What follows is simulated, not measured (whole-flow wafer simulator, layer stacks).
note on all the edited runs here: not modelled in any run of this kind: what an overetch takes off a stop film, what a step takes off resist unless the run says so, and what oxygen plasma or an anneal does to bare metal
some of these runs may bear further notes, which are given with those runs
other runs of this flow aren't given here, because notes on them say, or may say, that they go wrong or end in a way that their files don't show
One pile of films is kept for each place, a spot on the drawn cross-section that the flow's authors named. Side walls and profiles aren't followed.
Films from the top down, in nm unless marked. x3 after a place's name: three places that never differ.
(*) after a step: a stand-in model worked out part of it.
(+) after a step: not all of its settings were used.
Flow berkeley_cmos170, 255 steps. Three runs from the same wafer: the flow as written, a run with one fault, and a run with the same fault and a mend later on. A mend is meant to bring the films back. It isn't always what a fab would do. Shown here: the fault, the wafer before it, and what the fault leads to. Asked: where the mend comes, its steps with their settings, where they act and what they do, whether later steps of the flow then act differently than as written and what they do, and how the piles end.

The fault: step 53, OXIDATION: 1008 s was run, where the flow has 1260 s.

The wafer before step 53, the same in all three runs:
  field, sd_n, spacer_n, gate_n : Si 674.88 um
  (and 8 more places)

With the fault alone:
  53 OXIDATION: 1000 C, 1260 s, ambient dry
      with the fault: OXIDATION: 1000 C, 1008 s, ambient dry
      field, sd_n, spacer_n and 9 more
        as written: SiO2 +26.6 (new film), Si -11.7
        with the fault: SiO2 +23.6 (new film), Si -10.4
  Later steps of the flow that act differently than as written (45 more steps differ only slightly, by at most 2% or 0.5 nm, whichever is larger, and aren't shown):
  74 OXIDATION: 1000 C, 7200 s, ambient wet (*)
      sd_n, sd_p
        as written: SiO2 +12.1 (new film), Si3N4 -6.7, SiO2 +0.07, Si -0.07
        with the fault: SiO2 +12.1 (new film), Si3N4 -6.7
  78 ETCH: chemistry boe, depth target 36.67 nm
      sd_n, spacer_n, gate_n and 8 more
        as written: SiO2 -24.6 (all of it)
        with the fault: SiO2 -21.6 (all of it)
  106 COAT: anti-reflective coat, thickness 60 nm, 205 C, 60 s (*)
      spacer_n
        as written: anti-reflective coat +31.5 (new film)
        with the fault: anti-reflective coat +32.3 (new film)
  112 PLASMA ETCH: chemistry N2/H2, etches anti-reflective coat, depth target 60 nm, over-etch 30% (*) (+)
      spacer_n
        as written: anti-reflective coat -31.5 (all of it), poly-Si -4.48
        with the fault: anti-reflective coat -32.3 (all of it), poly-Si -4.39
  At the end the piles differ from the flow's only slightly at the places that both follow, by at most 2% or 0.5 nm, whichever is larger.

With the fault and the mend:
  The mend comes after step 53.
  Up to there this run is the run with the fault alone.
  53a OXIDATION: 1000 C, 252 s, ambient dry (*) (the flow's step 53 once more, with other settings)
      field, sd_n, spacer_n and 9 more
        SiO2 +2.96, Si -1.3
  No later step of the flow acts differently than as written at any place that is followed.
  At the end the piles are the same as the flow's at every place that both follow.
